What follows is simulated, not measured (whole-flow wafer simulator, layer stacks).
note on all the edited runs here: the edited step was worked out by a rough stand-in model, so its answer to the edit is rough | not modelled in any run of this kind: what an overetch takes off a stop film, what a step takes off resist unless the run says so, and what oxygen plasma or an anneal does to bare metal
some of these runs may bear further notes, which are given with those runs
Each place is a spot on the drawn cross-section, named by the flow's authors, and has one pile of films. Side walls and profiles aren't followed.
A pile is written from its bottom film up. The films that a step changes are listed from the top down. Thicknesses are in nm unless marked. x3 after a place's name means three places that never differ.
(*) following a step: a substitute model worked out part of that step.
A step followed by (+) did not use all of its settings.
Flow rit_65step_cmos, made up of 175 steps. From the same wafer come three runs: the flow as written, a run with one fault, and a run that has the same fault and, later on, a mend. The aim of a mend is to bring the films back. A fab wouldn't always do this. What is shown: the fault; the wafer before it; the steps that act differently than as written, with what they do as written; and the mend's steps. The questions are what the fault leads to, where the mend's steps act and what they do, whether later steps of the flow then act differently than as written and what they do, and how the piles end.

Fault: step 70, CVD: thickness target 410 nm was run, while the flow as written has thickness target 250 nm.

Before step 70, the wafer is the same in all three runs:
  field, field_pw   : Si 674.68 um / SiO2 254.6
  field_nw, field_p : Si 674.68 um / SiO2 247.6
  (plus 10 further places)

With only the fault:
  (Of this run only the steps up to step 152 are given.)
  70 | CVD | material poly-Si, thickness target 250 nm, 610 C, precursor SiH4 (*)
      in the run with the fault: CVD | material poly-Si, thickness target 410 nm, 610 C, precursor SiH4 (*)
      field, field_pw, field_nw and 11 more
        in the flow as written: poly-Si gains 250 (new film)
        in the run with the fault: poly-Si gains 410 (new film)
  Steps further on in the flow that do not act as written (4 other steps are not shown; they differ only slightly, by no more than 2% or 0.5 nm, whichever is larger):
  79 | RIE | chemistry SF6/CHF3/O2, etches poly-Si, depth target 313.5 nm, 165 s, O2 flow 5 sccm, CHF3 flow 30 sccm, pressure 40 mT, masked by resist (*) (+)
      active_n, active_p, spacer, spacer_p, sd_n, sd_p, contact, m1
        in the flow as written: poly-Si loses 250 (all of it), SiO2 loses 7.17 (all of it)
        in the run with the fault: poly-Si loses 313.5
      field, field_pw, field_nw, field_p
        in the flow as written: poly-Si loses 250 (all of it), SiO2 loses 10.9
        in the run with the fault: poly-Si loses 313.5
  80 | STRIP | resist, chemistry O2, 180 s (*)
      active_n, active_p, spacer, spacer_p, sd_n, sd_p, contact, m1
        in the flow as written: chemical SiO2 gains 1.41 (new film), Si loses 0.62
        in the run with the fault: chemical SiO2 gains 1.41 (new film), poly-Si loses 0.62
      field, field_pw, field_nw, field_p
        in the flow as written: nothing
        in the run with the fault: chemical SiO2 gains 1.41 (new film), poly-Si loses 0.62
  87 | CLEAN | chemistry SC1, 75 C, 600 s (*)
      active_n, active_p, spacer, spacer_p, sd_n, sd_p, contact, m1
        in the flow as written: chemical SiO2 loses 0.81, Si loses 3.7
        in the run with the fault: chemical SiO2 loses 0.81, poly-Si loses 3.7
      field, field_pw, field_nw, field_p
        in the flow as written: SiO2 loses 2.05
        in the run with the fault: chemical SiO2 loses 0.81, poly-Si loses 3.7
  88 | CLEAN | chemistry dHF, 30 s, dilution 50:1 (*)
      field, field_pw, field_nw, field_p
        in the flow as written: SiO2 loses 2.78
        in the run with the fault: chemical SiO2 loses 0.6 (all of it)
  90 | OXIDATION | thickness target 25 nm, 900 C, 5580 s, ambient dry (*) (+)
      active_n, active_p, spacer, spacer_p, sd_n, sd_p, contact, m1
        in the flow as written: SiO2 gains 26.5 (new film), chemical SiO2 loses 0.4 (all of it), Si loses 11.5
        in the run with the fault: SiO2 gains 28.9 (new film), chemical SiO2 loses 0.4 (all of it), poly-Si loses 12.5
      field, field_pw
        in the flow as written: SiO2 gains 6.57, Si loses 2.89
        in the run with the fault: SiO2 gains 28.9 (new film), chemical SiO2 loses 0.4 (all of it), poly-Si loses 12.5
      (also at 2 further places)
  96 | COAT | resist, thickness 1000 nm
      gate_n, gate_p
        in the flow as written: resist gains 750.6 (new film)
        in the run with the fault: resist gains 700.9 (new film)
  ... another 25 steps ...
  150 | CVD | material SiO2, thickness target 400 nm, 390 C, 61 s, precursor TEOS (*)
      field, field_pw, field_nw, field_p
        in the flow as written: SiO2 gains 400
        in the run with the fault: SiO2 gains 400 (new film)
  Once step 152 is done, the piles at field, field_pw, field_nw, field_p, gate_n, gate_p, spacer, spacer_p depart from the flow's by more than 2% or 0.5 nm, whichever is larger.
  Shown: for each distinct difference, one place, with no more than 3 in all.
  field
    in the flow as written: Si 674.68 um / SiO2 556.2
    in the run with the fault: Si 674.68 um / SiO2 254.6 / TiSi2 C49 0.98 / TiSi first 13 / SiO2 400
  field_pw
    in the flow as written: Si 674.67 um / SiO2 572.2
    in the run with the fault: Si 674.68 um / SiO2 254.6 / TiSi2 C49 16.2 / TiSi first 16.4 / SiO2 400
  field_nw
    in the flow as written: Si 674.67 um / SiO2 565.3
    in the run with the fault: Si 674.68 um / SiO2 247.6 / TiSi2 C49 16.2 / TiSi first 16.4 / SiO2 400

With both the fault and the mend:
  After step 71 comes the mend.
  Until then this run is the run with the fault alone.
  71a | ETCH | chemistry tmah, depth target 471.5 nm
      field, field_pw, field_nw and 11 more
        poly-Si loses 410 (all of it)
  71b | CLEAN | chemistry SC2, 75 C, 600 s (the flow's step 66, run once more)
      alters no film at any place that is followed
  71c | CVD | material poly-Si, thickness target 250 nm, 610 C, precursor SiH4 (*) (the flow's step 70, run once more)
      field, field_pw, field_nw and 11 more
        poly-Si gains 250 (new film)
  Every later step of the flow that is run acts as written at every place that is followed.
  At every place that both follow, the piles at the end match the flow's.
